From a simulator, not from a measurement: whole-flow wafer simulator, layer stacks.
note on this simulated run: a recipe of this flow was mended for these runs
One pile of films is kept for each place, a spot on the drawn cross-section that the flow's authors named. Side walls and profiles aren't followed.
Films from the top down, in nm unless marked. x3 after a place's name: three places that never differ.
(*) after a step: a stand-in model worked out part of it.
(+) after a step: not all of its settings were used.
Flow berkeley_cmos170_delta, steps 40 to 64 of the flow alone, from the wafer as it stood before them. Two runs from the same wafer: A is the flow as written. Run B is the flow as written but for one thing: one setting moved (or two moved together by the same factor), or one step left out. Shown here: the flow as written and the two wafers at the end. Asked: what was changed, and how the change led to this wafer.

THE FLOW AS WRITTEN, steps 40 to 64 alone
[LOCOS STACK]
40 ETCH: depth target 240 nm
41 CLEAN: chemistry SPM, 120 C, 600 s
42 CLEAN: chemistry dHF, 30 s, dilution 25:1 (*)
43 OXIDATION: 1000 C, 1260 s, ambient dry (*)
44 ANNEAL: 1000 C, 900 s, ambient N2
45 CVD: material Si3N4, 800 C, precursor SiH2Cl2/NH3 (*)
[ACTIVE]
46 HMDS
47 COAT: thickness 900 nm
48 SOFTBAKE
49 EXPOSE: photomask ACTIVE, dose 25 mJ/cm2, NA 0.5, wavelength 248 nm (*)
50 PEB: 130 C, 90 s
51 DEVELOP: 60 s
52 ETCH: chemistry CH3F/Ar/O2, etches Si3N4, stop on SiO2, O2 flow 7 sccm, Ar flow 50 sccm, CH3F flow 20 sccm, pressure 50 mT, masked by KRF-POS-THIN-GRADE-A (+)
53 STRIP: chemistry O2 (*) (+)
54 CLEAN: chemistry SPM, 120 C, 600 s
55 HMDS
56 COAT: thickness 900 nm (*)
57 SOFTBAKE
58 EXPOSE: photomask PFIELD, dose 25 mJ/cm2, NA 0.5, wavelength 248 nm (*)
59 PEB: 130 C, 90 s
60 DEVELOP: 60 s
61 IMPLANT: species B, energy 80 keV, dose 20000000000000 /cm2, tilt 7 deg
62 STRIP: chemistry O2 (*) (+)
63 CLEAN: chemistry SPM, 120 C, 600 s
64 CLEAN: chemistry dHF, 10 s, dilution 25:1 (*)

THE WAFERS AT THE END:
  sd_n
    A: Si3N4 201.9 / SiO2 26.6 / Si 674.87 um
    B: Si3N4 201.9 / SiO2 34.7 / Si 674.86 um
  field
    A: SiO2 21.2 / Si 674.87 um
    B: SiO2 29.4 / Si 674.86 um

The cause: step 43, OXIDATION: 1031 C was run, where the flow has 1000 C.

How the change led to this, step by step:
  43 OXIDATION: 1000 C, 1260 s, ambient dry (*)
      field, sd_n, spacer_n and 6 more: A SiO2 +26.6 (new film), Si -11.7 | B SiO2 +34.7 (new film), Si -15.3
